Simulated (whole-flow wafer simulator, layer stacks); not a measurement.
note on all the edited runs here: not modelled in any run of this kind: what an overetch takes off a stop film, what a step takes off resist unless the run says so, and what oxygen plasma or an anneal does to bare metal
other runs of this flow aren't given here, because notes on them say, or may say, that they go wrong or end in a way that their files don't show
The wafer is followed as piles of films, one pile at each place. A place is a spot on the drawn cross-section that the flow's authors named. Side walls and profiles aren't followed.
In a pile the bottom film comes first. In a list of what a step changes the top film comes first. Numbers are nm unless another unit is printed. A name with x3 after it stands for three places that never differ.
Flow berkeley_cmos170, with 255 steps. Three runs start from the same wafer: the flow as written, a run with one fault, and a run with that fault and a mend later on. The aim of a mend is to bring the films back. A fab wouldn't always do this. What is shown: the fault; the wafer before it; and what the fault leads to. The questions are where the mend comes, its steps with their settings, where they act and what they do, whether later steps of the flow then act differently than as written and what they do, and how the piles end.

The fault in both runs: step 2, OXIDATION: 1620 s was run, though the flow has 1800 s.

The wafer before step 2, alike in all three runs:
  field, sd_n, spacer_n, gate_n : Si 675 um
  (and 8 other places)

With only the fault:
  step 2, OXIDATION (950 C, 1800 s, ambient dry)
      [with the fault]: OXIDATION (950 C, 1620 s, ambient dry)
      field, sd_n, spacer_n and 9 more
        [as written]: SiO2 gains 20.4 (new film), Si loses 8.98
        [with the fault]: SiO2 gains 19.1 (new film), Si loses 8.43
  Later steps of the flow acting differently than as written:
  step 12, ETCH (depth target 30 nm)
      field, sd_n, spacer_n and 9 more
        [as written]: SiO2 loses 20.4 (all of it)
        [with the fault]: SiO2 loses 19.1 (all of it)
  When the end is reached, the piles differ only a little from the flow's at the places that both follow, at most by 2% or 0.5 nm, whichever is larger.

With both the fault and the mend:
  The mend follows step 2.
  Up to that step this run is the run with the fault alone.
  step 2a, OXIDATION (950 C, 180 s, ambient dry) (the flow's step 2 again, with other settings)
      field, sd_n, spacer_n and 9 more
        SiO2 gains 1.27, Si loses 0.56
  Every later step of the flow that is run acts as written at every place that is followed.
  By the end, the piles equal the flow's at every place that both follow.
